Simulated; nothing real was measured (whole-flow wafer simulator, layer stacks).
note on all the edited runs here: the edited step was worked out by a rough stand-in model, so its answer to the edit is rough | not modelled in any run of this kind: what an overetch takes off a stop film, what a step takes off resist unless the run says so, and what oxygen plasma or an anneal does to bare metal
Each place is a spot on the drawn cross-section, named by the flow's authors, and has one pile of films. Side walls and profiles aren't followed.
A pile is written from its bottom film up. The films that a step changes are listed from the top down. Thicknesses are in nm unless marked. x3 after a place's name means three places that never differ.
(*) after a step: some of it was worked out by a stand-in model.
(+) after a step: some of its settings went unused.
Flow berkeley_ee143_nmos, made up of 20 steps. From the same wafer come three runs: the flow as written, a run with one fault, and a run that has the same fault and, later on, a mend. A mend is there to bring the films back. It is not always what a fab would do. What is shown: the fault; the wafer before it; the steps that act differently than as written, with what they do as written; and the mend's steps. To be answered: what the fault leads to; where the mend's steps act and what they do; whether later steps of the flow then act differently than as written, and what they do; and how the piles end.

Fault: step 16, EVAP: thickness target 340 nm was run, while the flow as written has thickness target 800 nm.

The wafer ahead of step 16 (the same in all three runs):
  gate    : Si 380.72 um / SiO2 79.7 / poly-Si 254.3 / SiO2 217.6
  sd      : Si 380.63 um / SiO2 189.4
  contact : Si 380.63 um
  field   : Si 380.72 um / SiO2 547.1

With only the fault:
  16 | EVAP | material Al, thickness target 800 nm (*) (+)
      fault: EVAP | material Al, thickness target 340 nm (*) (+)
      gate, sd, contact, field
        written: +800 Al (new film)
        fault: +340 Al (new film)
  Later steps of the flow acting differently than as written:
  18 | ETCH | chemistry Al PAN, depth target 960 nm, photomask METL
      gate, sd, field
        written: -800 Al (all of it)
        fault: -340 Al (all of it)
  By the end, the piles at contact depart from the flow's by more than 2% or 0.5 nm, whichever is larger.
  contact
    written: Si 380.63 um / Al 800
    fault: Si 380.63 um / Al 340

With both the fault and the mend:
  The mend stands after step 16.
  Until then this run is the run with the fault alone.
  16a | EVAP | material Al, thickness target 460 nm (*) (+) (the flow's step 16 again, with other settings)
      gate, sd, contact, field
        +460 Al
  None of the later steps of the flow acts differently than as written at any place that is followed.
  By the end, the piles equal the flow's at every place that both follow.
